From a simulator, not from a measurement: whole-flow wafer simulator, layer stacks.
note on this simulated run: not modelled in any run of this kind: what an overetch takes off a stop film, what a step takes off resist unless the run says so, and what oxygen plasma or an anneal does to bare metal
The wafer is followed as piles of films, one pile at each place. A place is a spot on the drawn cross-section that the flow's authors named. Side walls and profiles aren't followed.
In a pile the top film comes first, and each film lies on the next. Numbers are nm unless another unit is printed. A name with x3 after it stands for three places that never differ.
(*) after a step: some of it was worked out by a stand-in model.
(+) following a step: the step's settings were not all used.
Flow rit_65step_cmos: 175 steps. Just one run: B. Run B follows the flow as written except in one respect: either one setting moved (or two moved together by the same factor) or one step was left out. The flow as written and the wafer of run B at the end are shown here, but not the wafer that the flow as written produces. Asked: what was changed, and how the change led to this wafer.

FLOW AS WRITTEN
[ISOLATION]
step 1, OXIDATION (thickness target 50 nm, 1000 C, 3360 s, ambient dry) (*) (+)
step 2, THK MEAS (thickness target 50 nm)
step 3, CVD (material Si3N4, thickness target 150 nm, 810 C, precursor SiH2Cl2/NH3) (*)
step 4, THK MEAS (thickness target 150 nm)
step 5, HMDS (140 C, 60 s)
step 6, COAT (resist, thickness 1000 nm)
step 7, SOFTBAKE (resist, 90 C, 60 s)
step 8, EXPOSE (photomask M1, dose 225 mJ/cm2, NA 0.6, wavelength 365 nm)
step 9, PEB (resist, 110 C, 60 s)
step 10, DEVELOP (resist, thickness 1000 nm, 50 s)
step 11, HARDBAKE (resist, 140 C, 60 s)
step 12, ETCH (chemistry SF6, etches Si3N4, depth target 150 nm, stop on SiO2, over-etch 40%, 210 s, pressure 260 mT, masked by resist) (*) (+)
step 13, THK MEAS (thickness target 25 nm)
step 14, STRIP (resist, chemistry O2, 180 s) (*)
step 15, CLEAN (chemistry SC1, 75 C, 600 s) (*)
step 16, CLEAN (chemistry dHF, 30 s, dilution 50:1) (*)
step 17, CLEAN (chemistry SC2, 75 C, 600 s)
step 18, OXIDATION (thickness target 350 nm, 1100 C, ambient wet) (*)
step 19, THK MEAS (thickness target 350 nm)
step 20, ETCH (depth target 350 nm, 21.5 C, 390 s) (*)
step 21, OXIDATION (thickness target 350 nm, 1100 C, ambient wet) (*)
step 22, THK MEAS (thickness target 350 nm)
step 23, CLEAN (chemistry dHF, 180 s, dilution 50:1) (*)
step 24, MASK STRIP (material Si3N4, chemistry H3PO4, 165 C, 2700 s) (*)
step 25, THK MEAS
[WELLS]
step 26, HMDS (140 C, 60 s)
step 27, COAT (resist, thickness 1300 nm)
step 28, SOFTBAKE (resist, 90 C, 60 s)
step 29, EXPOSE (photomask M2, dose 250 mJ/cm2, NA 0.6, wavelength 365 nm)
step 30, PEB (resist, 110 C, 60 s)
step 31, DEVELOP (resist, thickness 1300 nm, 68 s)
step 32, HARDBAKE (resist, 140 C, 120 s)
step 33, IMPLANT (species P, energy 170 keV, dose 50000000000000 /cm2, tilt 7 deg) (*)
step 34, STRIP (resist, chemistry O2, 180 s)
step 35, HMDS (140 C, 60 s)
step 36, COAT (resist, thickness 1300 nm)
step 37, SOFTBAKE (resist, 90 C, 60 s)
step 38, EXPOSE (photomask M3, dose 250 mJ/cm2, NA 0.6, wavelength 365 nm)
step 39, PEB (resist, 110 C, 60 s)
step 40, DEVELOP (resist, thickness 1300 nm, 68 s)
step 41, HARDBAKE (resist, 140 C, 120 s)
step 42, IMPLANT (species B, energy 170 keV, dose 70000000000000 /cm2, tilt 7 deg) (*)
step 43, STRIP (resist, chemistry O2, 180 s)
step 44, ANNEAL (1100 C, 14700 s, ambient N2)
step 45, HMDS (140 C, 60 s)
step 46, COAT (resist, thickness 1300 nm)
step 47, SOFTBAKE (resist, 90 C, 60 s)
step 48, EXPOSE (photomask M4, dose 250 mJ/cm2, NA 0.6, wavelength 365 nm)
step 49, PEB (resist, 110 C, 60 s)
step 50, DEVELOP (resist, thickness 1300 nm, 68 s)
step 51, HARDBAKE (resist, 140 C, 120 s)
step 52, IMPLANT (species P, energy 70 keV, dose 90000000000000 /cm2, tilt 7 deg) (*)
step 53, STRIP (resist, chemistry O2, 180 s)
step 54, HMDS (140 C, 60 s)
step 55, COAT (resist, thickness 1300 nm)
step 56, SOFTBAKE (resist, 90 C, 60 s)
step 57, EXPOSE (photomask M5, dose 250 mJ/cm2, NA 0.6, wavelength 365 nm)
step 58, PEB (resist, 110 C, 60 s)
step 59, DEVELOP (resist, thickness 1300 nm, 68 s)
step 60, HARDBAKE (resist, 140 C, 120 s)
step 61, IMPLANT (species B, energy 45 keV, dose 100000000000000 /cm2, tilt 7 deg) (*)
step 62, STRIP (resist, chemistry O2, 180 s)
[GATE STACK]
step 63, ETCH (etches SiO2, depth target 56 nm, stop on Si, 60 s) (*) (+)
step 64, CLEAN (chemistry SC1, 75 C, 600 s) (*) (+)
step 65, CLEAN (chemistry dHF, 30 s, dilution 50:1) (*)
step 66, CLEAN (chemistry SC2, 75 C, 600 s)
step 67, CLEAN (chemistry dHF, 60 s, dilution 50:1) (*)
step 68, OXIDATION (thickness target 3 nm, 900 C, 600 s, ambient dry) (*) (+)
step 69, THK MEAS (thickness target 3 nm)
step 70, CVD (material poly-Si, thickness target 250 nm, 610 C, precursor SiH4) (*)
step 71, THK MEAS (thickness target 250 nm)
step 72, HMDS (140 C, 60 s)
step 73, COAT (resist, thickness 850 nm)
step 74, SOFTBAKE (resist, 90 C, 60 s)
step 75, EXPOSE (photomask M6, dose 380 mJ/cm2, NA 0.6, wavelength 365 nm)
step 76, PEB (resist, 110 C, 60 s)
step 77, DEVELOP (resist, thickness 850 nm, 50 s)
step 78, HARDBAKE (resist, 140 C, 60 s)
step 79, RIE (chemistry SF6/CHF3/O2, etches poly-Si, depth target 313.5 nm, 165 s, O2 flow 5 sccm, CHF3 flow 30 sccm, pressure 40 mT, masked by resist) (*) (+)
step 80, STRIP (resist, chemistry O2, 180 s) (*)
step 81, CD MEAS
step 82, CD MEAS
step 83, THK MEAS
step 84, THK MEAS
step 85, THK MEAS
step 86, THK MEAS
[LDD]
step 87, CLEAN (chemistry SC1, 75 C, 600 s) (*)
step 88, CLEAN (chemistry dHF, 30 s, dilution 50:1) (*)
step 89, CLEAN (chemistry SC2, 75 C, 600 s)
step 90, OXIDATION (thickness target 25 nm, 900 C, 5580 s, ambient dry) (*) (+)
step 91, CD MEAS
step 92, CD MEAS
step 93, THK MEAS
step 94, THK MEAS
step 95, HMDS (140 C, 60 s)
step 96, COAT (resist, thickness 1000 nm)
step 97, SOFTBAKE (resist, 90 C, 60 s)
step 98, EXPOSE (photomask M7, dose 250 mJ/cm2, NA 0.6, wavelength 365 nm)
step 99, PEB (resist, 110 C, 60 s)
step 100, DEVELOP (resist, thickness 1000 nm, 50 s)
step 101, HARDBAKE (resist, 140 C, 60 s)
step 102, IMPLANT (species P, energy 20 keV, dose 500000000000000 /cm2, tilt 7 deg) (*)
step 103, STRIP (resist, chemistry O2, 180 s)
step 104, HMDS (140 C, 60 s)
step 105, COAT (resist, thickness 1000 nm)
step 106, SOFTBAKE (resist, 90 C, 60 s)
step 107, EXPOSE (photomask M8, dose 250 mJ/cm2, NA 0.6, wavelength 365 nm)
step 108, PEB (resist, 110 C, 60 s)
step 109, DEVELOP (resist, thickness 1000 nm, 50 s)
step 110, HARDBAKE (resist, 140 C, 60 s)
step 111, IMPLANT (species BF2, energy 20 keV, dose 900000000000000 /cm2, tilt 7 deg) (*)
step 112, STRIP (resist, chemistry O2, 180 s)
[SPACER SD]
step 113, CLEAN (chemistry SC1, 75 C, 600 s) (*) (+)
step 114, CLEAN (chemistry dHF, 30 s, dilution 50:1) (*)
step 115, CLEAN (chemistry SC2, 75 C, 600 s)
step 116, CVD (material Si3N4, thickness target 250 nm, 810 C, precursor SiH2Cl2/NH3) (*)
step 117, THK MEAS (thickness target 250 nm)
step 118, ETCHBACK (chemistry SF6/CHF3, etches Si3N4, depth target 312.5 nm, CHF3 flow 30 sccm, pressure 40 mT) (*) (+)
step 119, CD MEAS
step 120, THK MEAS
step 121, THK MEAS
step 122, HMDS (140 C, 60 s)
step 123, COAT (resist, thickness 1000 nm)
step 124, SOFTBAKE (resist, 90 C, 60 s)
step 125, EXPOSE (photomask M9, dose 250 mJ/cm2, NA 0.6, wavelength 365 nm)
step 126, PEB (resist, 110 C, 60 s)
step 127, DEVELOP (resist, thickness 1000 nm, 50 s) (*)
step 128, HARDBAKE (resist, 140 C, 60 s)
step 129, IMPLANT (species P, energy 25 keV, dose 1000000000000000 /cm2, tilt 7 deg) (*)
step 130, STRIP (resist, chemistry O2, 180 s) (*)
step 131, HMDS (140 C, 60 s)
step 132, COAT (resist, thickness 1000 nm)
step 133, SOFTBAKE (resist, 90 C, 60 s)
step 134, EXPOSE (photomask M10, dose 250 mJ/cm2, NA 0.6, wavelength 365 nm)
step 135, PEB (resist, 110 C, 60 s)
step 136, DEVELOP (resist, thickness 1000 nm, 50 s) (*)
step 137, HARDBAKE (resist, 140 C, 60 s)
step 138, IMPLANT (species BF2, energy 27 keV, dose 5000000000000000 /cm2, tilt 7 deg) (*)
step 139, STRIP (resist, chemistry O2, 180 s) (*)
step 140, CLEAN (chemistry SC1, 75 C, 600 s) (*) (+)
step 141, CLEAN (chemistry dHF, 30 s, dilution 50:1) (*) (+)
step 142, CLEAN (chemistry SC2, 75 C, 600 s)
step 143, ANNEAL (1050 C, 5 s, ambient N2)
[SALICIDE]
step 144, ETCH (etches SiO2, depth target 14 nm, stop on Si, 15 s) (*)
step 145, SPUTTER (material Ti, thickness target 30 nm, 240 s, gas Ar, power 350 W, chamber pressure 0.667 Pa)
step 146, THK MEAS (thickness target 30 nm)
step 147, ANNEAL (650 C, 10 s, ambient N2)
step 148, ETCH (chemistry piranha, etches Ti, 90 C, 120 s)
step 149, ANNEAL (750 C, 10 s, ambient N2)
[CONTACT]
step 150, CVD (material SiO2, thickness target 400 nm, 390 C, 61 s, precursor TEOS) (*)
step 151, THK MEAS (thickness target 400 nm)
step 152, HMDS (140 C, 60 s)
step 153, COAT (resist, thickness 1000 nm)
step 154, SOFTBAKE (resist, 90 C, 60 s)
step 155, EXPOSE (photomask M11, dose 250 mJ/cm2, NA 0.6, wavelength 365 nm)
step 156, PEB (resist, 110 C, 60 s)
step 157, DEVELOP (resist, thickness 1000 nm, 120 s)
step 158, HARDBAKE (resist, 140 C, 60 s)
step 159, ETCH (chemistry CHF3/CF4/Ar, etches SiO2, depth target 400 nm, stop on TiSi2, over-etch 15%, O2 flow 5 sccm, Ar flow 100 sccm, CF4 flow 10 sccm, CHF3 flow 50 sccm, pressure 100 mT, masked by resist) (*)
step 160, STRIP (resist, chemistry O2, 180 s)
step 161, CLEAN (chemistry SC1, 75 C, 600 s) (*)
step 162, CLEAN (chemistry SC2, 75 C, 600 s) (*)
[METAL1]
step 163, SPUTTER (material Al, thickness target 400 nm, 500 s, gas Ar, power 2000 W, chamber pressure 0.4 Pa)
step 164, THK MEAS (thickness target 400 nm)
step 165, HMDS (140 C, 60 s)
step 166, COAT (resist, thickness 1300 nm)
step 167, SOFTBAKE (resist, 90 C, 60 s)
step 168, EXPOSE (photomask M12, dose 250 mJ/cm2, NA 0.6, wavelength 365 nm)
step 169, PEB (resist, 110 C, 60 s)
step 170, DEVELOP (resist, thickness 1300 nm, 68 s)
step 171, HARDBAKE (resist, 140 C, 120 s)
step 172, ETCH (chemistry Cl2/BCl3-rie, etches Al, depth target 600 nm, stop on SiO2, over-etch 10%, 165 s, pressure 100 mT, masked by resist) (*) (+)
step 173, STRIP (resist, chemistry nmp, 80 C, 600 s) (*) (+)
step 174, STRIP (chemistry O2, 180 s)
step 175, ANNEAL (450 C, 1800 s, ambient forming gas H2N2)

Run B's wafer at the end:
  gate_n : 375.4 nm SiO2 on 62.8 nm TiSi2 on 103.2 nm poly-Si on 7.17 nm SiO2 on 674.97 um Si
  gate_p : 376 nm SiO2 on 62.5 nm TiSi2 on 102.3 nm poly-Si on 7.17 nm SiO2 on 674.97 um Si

What caused this: step 145, SPUTTER: thickness target 37 nm was run, whereas the flow has thickness target 30 nm.

How this came from the change, step by step:
  step 145, SPUTTER (material Ti, thickness target 30 nm, 240 s, gas Ar, power 350 W, chamber pressure 0.667 Pa)
      field, field_pw, field_nw, field_p, spacer, spacer_p: Ti gains 37 (new film) (in the flow as written it would be: Ti gains 30 (new film))
      gate_n: Ti gains 33.7 (new film) (in the flow as written it would be: Ti gains 27.3 (new film))
      (also at 1 further place)
  step 147, ANNEAL (650 C, 10 s, ambient N2)
      gate_n: Ti loses 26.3, TiSi first gains 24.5 (new film), TiSi2 C49 gains 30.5 (new film), poly-Si loses 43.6 (in the flow as written it would be: Ti loses 21.3, TiSi first gains 9.82 (new film), TiSi2 C49 gains 39.5 (new film), poly-Si loses 41.9)
      gate_p: Ti loses 26.2, TiSi first gains 24.1 (new film), TiSi2 C49 gains 30.8 (new film), poly-Si loses 43.6 (in the flow as written it would be: Ti loses 21.2, TiSi first gains 9.56 (new film), TiSi2 C49 gains 39.6 (new film), poly-Si loses 41.9)
  step 148, ETCH (chemistry piranha, etches Ti, 90 C, 120 s)
      field, field_pw, field_nw, field_p, spacer, spacer_p: Ti loses 37 (all of it) (in the flow as written it would be: Ti loses 30 (all of it))
      gate_n: Ti loses 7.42 (all of it), TiSi first loses 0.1 (in the flow as written it would be: Ti loses 6 (all of it), TiSi first loses 0.1)
      (also at 1 further place)
  step 149, ANNEAL (750 C, 10 s, ambient N2)
      gate_n: TiSi2 gains 62.8 (new film), TiSi first loses 24.4 (all of it), TiSi2 C49 loses 30.5 (all of it), poly-Si loses 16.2 (in the flow as written it would be: TiSi2 gains 50.8 (new film), TiSi first loses 9.72 (all of it), TiSi2 C49 loses 39.5 (all of it), poly-Si loses 6.48)
      gate_p: TiSi2 gains 62.5 (new film), TiSi first loses 24 (all of it), TiSi2 C49 loses 30.8 (all of it), poly-Si loses 16 (in the flow as written it would be: TiSi2 gains 50.6 (new film), TiSi first loses 9.46 (all of it), TiSi2 C49 loses 39.6 (all of it), poly-Si loses 6.31)
